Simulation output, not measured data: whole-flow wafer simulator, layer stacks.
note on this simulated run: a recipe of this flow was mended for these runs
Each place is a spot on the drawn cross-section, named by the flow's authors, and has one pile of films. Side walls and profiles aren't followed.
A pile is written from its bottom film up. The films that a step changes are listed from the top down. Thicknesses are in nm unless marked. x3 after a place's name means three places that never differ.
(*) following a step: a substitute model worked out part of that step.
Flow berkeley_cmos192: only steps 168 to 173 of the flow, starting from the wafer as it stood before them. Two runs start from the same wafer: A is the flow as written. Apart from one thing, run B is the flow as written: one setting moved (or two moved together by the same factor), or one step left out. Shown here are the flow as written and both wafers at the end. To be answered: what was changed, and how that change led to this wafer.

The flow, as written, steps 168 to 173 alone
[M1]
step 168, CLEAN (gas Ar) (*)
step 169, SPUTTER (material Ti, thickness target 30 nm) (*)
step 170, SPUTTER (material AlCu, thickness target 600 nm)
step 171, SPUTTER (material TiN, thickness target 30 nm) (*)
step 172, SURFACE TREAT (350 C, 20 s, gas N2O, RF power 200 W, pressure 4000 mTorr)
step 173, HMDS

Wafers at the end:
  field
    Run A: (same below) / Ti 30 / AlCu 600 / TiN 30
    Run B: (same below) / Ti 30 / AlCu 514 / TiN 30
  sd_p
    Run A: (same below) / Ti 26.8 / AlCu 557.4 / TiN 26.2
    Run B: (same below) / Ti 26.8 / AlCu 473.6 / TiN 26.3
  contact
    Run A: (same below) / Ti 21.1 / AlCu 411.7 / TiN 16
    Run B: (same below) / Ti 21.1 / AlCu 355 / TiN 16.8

The reason: step 170, SPUTTER: thickness target 514 nm was run, whereas the flow has thickness target 600 nm.
The wafer lets one read it off: field has AlCu 514, and step 170 as written asks for 600 nm.

Step by step, how the change led to this:
  step 170, SPUTTER (material AlCu, thickness target 600 nm)
      field, sd_n, spacer_n, gate, spacer_p, gate_p, m1: A AlCu gains 600 (new film) | B AlCu gains 514 (new film)
      sd_p: A AlCu gains 557.4 (new film) | B AlCu gains 473.6 (new film)
      (and at 1 other place as well)
  step 171, SPUTTER (material TiN, thickness target 30 nm) (*)
      contact: A TiN gains 16 (new film) | B TiN gains 16.8 (new film)
